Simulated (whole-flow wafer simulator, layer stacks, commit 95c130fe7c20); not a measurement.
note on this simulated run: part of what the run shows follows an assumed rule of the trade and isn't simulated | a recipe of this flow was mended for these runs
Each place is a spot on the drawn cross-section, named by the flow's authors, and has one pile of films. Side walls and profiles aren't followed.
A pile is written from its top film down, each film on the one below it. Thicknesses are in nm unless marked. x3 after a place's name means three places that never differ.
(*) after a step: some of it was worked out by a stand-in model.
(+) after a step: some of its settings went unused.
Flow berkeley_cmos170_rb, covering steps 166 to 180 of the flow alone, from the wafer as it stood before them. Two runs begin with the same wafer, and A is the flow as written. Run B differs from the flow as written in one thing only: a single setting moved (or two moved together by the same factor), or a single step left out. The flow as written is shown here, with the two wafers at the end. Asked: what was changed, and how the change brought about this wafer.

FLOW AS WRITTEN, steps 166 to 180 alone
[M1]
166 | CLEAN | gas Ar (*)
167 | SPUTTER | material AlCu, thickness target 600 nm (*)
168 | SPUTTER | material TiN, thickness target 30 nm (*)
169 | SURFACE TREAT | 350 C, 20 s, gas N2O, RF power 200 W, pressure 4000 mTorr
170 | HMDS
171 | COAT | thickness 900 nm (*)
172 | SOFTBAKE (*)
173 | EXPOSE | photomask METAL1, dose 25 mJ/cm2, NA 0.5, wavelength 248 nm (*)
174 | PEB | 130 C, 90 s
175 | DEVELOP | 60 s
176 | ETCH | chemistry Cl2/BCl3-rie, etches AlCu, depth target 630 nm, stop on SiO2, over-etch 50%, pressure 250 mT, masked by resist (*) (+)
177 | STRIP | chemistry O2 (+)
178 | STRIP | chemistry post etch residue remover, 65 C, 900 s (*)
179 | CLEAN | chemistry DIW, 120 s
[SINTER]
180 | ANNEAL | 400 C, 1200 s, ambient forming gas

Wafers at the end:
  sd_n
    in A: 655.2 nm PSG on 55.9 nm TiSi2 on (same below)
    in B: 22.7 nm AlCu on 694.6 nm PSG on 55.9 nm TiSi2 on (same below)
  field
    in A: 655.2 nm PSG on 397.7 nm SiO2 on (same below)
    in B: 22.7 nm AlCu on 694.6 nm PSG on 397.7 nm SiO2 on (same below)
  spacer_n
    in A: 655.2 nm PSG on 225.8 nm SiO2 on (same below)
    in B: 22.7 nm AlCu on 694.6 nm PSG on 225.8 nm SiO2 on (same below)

What caused this: step 176, ETCH: depth target 403 nm was run, though the flow has depth target 630 nm.

The path from the change to this, step by step:
  176 | ETCH | chemistry Cl2/BCl3-rie, etches AlCu, depth target 630 nm, stop on SiO2, over-etch 50%, pressure 250 mT, masked by resist (*) (+)
      field, sd_n, spacer_n, gate, spacer_p, gate_p: A -30 TiN (all of it), -600 AlCu (all of it), -39.4 PSG | B -30 TiN (all of it), -574.5 AlCu
      contact, m1: A -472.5 KrF-resist | B -302.2 KrF-resist
      (also at 1 further place)
  177 | STRIP | chemistry O2 (+)
      contact: A -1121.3 KrF-resist (all of it) | B -1291.5 KrF-resist (all of it)
      m1: A -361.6 KrF-resist (all of it) | B -531.9 KrF-resist (all of it)
  178 | STRIP | chemistry post etch residue remover, 65 C, 900 s (*)
      field, sd_n, spacer_n, gate, spacer_p, gate_p: A nothing | B -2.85 AlCu
Taking metal films that touch as one body, sd_n has 1 body; the flow as written gives 0 bodies.
Taking metal films that touch as one body, field has 1 body; the flow as written gives 0 bodies.
Taking metal films that touch as one body, spacer_n has 1 body; the flow as written gives 0 bodies.
